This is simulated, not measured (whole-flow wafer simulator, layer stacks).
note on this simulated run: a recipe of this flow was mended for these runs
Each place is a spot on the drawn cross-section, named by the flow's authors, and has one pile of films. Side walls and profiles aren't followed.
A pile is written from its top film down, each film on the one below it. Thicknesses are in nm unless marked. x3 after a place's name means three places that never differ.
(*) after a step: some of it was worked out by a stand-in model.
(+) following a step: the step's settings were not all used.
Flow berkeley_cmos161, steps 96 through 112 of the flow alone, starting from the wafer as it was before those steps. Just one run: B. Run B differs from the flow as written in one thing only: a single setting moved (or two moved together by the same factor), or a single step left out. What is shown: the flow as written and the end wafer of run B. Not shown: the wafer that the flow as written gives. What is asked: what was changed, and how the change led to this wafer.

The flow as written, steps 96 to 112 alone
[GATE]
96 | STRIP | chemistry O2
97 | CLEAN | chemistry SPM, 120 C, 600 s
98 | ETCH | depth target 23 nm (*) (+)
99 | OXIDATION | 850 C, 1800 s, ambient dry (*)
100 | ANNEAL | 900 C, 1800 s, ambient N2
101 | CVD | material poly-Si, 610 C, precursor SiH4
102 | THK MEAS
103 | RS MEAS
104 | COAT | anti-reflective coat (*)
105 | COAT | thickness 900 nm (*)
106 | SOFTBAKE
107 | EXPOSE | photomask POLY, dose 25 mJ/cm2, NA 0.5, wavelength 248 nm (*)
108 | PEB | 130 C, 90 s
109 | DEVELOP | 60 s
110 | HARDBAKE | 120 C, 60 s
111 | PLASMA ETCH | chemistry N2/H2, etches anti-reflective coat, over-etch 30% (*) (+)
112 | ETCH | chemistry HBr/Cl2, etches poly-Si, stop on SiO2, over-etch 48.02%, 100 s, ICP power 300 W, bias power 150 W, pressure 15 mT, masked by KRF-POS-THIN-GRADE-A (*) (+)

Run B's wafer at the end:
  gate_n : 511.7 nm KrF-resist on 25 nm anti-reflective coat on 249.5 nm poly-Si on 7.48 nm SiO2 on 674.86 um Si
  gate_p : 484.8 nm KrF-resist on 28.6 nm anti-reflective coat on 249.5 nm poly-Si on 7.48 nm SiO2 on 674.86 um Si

Cause: step 105, COAT: thickness 760 nm was run, while the flow as written has thickness 900 nm.

How this came from the change, step by step:
  105 | COAT | thickness 900 nm (*)
      field: +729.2 KrF-resist (new film) (in the flow as written it would be: +868.3 KrF-resist (new film))
      sd_n: +768.7 KrF-resist (new film) (in the flow as written it would be: +909.1 KrF-resist (new film))
      (also at 7 further places)
  109 | DEVELOP | 60 s
      field: -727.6 KrF-resist (all of it) (in the flow as written it would be: -866.3 KrF-resist (all of it))
      sd_n: -767 KrF-resist (all of it) (in the flow as written it would be: -907 KrF-resist (all of it))
      (also at 5 further places)
  110 | HARDBAKE | 120 C, 60 s
      gate_n: -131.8 KrF-resist (in the flow as written it would be: -153.6 KrF-resist)
      gate_p: -127.1 KrF-resist (in the flow as written it would be: -148.8 KrF-resist)
